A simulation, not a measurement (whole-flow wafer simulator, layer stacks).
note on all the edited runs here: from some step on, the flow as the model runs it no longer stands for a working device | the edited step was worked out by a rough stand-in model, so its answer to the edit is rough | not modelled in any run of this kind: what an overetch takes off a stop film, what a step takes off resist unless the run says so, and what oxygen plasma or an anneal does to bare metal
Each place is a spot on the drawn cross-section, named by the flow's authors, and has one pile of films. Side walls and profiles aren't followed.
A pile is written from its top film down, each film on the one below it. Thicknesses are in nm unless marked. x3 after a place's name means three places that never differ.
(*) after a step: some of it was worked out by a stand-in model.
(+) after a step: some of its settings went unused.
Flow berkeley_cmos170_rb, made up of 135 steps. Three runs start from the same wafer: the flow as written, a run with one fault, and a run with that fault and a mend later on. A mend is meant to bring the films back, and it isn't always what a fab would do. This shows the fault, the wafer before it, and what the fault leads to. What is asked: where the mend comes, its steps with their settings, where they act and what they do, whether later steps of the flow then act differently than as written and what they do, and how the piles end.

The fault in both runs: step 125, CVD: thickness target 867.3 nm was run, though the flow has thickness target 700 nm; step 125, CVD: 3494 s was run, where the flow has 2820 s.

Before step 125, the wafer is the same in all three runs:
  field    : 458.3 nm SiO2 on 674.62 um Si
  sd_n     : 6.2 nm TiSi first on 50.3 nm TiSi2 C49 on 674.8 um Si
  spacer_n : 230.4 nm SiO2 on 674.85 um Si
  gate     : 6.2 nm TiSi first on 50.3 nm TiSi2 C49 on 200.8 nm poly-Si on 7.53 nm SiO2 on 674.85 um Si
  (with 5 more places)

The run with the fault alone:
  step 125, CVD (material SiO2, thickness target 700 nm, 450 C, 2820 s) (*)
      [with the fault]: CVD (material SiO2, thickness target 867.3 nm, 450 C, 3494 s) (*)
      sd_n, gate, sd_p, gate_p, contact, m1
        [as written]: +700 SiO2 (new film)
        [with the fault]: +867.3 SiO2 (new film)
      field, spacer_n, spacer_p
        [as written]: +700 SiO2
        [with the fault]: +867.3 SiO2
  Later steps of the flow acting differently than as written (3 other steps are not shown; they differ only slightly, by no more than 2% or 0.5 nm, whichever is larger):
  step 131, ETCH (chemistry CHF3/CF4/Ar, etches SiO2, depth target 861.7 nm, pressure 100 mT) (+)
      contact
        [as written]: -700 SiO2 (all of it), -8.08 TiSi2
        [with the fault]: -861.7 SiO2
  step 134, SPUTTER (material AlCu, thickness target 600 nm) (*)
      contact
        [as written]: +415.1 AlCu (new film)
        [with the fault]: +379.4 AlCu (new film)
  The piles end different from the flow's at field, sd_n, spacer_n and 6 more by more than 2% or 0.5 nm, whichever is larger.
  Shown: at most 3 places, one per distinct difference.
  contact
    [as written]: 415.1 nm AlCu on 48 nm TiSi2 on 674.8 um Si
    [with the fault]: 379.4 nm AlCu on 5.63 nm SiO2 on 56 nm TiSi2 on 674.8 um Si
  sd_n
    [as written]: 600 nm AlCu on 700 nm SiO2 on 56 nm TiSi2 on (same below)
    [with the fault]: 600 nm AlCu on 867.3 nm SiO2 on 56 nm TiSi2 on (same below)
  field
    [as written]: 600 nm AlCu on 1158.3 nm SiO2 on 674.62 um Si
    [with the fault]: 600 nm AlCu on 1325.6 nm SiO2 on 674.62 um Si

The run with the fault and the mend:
  The mend follows step 125.
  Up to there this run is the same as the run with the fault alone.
  step 125a, ETCH (chemistry boe, depth target 165.6 nm)
      field, sd_n, spacer_n and 6 more
        -165.6 SiO2
  Later steps of the flow that are run all act as written at every place that is followed, up to a difference of at most 2% or 0.5 nm, whichever is larger.
  The piles end only slightly different from the flow's at the places that both follow, by no more than 2% or 0.5 nm, whichever is larger.
